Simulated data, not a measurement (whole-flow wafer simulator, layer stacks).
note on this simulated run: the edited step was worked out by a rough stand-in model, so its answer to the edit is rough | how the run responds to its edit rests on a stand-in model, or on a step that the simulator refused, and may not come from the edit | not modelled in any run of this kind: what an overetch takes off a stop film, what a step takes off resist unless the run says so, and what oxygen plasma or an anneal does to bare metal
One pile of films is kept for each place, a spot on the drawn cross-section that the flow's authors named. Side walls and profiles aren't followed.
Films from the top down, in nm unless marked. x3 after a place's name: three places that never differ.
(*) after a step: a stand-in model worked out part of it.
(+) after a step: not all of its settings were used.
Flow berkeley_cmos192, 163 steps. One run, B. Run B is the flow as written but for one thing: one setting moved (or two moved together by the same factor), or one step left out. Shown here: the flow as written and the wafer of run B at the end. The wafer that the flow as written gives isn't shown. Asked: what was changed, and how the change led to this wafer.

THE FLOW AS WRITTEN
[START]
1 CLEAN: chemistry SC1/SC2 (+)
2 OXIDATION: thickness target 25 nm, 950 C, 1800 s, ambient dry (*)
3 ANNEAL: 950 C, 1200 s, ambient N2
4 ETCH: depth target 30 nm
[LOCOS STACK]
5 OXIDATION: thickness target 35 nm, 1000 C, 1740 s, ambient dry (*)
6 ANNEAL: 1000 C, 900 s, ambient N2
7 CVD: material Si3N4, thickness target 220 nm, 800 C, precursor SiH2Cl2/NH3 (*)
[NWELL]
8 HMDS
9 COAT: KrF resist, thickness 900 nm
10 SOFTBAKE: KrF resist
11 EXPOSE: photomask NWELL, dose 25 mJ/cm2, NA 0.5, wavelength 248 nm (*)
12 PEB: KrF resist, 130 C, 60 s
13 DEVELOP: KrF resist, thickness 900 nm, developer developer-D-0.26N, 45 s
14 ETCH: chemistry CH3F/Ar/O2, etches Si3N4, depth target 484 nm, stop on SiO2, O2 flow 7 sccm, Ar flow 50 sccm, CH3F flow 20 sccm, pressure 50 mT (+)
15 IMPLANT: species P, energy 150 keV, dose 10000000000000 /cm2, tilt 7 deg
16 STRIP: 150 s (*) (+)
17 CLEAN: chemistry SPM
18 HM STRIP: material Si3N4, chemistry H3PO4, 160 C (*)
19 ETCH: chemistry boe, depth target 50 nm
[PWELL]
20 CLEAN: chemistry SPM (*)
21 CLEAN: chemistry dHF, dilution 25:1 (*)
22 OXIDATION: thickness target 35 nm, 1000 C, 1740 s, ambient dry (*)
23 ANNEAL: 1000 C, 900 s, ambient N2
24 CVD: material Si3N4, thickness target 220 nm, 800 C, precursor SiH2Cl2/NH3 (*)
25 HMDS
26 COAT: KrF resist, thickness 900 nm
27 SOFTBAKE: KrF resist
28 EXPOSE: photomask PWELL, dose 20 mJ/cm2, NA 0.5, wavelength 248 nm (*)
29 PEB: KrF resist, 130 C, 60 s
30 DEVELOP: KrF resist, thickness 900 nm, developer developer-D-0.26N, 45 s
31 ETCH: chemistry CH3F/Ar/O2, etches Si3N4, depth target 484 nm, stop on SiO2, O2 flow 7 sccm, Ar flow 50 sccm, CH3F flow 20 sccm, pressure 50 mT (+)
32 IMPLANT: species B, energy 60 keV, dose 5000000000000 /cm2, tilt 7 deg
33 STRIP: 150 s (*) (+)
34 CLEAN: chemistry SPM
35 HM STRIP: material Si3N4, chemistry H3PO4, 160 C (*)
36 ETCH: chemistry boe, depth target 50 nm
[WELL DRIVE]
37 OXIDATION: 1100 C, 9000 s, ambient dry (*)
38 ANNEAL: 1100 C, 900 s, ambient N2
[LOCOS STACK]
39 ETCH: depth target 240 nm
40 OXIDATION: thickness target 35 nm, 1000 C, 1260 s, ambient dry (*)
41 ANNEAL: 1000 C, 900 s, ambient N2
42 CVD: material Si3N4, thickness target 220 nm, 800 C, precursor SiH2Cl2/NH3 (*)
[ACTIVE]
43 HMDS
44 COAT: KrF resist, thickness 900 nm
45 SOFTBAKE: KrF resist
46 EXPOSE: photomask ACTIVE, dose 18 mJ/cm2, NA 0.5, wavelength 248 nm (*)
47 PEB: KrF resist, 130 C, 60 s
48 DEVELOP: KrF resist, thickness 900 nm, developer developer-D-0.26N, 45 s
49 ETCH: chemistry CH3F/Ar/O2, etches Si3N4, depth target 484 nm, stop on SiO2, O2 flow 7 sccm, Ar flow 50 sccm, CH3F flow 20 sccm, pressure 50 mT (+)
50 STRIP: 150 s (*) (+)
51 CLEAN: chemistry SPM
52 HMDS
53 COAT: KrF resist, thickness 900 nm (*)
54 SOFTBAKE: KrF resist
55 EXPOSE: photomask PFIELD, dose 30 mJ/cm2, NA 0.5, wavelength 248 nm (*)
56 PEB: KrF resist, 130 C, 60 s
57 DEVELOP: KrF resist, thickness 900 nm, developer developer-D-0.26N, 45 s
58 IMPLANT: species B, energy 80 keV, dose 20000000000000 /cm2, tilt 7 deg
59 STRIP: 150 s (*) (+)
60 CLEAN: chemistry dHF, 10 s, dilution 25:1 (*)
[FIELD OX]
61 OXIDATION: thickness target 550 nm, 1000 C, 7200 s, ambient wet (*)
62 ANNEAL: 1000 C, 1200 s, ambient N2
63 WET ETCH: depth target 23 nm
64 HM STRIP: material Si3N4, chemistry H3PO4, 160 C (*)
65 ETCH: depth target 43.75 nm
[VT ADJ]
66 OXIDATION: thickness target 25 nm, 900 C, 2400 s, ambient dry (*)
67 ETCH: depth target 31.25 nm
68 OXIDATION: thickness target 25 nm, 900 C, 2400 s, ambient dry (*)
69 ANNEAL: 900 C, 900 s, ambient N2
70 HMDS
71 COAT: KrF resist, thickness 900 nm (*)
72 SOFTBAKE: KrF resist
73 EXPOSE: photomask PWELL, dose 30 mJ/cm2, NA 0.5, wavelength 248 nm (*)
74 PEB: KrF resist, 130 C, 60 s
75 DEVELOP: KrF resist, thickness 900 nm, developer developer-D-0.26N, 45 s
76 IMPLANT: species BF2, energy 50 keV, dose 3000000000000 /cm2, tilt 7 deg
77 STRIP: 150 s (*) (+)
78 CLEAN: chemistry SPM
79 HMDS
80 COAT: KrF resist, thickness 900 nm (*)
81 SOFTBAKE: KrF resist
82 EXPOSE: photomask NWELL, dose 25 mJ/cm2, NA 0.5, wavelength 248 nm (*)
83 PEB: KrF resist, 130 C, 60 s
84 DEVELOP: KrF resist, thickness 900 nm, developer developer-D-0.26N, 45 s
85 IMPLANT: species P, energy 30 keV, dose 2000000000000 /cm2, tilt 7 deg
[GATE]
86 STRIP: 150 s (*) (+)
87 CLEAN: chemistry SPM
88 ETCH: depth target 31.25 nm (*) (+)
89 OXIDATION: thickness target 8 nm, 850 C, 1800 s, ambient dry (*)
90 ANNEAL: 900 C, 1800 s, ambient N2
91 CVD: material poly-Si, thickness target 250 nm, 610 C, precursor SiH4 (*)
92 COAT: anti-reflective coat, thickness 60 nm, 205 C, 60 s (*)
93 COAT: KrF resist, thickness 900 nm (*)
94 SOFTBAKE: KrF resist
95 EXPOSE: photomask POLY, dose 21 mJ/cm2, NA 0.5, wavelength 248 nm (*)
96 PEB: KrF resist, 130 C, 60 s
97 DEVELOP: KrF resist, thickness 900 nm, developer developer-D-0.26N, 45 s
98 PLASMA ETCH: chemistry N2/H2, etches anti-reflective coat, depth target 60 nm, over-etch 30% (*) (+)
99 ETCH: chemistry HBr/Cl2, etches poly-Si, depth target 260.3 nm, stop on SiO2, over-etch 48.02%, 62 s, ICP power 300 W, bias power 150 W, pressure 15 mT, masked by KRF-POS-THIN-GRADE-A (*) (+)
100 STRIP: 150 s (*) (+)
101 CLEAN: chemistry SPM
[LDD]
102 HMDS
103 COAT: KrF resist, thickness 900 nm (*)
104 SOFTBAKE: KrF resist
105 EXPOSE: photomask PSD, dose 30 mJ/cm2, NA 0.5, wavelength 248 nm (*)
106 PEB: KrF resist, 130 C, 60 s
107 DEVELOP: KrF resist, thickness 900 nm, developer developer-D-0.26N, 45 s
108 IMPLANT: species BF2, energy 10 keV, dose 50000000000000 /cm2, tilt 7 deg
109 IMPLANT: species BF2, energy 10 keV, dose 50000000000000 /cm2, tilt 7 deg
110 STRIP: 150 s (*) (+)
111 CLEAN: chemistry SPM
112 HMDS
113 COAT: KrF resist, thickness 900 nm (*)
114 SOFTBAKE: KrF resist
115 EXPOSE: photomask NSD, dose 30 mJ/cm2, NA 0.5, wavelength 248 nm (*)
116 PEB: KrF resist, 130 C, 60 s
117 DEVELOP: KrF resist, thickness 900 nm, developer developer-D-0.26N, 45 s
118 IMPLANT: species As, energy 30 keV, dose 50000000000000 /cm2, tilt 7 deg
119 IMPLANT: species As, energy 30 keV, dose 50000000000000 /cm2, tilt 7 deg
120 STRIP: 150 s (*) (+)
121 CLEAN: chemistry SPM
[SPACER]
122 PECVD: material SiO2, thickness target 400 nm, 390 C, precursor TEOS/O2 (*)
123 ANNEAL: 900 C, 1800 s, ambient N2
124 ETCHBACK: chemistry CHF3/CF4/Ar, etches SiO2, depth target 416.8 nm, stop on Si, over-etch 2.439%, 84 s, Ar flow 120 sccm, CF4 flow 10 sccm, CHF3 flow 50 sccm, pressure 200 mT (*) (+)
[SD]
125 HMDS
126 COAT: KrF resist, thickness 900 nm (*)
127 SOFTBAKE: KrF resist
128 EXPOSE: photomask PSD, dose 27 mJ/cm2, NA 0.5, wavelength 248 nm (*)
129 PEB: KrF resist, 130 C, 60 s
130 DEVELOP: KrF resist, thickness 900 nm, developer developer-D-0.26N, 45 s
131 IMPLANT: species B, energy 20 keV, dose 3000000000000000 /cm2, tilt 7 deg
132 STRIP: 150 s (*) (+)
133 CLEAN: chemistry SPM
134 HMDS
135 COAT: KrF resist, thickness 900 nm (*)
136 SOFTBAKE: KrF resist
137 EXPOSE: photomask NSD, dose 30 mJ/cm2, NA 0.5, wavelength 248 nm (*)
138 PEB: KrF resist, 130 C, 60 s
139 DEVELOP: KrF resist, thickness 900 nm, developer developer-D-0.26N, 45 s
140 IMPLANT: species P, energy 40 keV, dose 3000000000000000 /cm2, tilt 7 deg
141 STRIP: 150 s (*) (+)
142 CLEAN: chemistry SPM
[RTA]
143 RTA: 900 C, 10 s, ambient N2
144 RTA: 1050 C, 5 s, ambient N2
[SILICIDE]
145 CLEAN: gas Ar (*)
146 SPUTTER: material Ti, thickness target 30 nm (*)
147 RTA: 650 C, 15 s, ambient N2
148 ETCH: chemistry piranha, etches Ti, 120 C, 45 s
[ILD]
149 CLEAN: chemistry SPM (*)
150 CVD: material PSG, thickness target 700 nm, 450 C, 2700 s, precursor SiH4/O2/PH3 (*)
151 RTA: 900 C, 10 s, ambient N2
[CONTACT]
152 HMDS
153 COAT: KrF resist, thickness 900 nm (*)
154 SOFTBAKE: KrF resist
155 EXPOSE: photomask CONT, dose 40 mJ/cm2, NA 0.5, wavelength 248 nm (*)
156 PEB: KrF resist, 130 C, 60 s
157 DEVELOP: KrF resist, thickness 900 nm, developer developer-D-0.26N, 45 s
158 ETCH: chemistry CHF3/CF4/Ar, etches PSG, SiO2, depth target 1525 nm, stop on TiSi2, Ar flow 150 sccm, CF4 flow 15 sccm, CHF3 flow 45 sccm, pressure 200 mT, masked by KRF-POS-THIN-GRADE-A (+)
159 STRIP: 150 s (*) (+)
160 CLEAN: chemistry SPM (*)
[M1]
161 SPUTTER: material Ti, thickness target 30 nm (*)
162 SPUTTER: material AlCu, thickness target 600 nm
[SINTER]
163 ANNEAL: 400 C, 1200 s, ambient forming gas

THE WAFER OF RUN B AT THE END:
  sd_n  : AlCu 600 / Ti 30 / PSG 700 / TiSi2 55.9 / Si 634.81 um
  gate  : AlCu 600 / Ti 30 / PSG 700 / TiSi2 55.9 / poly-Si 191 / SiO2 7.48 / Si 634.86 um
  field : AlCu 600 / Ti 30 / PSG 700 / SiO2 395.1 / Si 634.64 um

The cause: step 22, OXIDATION: 800 C was run, where the flow has 1000 C.

How the change led to this, step by step:
  22 OXIDATION: thickness target 35 nm, 1000 C, 1740 s, ambient dry (*)
      field, sd_n, spacer_n and 6 more: SiO2 +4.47 (new film), Si -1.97 (as written it would be: SiO2 +31.6 (new film), Si -13.9)
  35 HM STRIP: material Si3N4, chemistry H3PO4, 160 C (*)
      field, sd_n, spacer_n, gate, contact: chemical SiO2 +0.5 (new film), SiO2 -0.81 (all of it), Si -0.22 (as written it would be: SiO2 -9.42)
  36 ETCH: chemistry boe, depth target 50 nm
      field, sd_n, spacer_n, gate, contact: chemical SiO2 -0.5 (all of it) (as written it would be: SiO2 -18.5 (all of it))
      sd_p, spacer_p, gate_p, m1: SiO2 -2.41 (all of it) (as written it would be: SiO2 -29.6 (all of it))
